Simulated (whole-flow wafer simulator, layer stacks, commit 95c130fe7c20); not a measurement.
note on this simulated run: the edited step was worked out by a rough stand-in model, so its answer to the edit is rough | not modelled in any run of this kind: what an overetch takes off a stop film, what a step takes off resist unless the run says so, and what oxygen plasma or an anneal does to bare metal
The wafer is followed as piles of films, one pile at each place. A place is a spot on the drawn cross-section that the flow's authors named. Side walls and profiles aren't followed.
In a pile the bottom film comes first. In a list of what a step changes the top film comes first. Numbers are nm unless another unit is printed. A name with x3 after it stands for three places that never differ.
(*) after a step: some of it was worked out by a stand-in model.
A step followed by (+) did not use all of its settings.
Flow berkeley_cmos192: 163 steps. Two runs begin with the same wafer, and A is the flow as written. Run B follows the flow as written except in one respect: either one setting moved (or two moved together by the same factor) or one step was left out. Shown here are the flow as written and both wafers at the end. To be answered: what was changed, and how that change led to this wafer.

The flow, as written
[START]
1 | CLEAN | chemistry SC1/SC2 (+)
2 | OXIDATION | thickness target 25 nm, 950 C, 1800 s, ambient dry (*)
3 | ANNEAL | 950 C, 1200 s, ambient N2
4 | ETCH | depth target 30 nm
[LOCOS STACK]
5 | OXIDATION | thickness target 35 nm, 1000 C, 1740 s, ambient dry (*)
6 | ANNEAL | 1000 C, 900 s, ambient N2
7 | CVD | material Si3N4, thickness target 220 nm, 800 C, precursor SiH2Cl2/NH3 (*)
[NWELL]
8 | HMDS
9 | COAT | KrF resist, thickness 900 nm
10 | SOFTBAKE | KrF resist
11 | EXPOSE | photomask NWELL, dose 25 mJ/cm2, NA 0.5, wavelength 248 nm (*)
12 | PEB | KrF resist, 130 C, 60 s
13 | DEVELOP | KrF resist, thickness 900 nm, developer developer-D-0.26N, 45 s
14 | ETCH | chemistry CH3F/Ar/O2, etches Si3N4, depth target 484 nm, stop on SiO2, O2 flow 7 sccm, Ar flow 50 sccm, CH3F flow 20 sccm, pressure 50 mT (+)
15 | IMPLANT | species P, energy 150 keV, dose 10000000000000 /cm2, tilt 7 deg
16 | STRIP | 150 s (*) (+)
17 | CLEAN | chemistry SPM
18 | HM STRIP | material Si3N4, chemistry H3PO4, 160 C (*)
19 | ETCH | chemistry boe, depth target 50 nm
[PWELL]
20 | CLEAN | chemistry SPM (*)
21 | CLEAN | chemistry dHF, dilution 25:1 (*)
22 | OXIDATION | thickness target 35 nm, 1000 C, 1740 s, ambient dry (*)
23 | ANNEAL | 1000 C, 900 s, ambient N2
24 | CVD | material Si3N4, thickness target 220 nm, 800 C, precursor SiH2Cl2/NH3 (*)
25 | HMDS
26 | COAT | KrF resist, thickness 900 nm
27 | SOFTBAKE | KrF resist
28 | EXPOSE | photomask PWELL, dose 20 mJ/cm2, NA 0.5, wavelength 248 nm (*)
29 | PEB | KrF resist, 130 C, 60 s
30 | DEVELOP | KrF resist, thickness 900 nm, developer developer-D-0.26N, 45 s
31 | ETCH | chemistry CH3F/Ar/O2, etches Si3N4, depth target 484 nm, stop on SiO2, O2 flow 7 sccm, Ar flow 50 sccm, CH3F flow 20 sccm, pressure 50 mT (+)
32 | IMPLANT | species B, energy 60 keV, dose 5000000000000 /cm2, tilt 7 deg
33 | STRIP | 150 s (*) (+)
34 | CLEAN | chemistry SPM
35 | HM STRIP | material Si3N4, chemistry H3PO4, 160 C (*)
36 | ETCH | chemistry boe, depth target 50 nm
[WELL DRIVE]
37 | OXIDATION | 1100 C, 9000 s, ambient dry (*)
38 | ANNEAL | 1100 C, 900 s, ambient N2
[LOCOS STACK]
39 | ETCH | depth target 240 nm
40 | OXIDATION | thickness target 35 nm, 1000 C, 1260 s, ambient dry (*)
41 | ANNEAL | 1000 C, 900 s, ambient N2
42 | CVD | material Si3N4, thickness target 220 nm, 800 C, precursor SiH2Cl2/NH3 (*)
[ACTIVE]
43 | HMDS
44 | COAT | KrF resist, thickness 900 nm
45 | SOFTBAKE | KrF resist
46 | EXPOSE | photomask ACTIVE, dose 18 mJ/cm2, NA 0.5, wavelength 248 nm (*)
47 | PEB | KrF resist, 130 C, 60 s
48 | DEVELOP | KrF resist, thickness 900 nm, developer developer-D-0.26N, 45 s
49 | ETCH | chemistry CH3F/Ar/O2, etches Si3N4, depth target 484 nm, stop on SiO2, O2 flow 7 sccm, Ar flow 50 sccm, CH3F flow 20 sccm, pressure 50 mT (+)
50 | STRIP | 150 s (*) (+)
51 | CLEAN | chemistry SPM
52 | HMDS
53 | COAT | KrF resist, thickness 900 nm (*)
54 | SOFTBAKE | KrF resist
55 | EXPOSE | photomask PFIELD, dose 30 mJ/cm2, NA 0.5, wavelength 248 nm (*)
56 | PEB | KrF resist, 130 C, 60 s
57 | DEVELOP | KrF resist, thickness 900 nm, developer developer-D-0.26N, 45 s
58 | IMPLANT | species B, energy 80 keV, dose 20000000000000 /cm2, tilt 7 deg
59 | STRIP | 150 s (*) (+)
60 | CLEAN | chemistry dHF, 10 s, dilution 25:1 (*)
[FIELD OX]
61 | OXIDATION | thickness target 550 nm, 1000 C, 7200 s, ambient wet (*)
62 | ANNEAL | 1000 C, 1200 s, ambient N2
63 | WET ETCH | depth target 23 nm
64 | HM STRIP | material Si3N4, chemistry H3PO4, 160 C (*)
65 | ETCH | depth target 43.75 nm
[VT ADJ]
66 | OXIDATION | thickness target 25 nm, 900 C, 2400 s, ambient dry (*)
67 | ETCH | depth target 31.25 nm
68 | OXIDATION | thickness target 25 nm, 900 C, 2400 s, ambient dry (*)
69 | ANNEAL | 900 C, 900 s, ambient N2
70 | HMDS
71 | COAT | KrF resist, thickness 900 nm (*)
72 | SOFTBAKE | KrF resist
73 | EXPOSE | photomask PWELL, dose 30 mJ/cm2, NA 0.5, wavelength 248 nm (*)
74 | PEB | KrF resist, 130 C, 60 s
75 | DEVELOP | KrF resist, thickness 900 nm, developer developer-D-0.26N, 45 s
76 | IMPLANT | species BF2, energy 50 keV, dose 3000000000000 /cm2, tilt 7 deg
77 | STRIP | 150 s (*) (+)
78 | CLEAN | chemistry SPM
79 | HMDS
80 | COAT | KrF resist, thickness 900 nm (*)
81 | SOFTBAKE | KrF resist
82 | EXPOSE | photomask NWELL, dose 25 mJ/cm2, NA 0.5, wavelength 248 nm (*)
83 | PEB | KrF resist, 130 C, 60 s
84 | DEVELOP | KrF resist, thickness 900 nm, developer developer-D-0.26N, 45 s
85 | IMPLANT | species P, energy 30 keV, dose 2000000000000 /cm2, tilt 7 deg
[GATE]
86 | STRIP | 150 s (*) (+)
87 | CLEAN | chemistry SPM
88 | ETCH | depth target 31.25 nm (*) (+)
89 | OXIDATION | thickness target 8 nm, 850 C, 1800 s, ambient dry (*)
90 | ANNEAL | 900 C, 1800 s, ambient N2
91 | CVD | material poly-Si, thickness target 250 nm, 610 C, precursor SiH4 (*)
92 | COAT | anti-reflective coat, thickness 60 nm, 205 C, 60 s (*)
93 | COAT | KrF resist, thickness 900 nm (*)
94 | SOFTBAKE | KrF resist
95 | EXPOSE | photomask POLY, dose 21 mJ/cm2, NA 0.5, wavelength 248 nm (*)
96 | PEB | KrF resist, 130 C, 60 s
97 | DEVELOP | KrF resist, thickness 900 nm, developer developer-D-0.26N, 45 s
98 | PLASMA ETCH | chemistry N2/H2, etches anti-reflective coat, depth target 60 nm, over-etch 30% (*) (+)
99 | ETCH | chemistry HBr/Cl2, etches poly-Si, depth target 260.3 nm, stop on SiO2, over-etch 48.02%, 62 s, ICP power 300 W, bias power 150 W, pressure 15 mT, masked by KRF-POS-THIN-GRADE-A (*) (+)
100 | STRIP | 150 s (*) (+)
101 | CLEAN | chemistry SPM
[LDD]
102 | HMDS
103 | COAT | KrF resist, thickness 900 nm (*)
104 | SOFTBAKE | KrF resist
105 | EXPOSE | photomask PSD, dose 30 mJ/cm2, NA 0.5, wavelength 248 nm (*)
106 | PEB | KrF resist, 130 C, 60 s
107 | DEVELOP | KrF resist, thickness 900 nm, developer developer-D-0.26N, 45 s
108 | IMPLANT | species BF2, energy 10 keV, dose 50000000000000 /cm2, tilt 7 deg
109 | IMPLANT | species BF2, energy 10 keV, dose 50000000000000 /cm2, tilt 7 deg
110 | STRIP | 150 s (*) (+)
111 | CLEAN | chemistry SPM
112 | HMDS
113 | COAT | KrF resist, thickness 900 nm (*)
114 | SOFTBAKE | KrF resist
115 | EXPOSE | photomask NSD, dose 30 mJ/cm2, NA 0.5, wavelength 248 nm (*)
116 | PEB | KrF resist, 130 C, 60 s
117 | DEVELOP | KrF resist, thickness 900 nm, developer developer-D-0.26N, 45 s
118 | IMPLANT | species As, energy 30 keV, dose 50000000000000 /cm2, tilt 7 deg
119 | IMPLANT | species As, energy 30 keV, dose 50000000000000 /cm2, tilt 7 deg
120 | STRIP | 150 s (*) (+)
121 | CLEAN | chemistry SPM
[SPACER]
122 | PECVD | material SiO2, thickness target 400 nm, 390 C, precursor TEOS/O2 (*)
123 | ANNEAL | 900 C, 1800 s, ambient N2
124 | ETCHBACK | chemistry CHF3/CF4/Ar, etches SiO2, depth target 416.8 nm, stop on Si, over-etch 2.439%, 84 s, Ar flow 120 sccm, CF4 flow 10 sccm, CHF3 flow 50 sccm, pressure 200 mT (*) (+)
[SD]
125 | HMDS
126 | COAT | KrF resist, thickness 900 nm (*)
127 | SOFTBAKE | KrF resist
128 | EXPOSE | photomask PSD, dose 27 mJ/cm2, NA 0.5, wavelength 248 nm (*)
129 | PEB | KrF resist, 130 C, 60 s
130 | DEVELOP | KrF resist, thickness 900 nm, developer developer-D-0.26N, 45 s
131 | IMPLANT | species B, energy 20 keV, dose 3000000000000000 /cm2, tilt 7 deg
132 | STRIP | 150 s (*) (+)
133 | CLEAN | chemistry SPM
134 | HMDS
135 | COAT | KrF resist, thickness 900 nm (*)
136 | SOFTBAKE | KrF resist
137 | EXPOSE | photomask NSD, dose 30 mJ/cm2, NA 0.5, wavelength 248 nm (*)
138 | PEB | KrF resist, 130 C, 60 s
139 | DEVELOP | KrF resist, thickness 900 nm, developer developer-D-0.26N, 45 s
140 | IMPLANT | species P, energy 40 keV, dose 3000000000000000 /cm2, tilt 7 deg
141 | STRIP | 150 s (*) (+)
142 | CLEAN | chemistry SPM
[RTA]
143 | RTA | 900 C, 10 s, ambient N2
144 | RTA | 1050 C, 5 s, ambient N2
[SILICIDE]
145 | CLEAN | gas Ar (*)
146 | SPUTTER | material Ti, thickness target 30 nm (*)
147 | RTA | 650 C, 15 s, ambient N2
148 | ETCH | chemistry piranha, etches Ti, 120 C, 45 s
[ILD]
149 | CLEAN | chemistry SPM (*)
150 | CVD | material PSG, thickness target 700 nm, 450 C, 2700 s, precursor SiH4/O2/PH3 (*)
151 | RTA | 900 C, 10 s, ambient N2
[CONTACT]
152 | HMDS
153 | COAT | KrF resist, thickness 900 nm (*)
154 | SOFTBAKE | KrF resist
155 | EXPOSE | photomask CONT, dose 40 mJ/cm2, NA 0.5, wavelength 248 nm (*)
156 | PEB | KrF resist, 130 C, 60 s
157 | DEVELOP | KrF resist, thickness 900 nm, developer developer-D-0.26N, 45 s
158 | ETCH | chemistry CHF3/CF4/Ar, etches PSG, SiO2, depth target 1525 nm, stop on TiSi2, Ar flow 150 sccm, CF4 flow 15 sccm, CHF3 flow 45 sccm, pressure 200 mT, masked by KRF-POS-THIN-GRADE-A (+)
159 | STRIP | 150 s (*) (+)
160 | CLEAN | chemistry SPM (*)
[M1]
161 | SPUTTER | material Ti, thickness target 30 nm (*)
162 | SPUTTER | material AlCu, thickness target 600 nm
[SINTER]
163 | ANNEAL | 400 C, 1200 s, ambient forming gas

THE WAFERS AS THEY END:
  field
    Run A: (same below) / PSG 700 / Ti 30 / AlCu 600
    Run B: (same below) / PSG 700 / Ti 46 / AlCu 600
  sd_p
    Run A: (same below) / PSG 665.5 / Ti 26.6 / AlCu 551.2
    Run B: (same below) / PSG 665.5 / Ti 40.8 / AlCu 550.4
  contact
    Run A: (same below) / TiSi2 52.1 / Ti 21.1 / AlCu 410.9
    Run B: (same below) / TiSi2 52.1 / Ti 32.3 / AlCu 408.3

What caused this: step 161, SPUTTER: thickness target 46 nm was run, though the flow has thickness target 30 nm.
The wafer itself shows it: field has Ti 46, and step 161 as written asks for 30 nm.

The path from the change to this, step by step:
  161 | SPUTTER | material Ti, thickness target 30 nm (*)
      field, sd_n, spacer_n, gate, spacer_p, gate_p, m1: A Ti gains 30 (new film) | B Ti gains 46 (new film)
      sd_p: A Ti gains 26.6 (new film) | B Ti gains 40.8 (new film)
      (and at 1 other place as well)
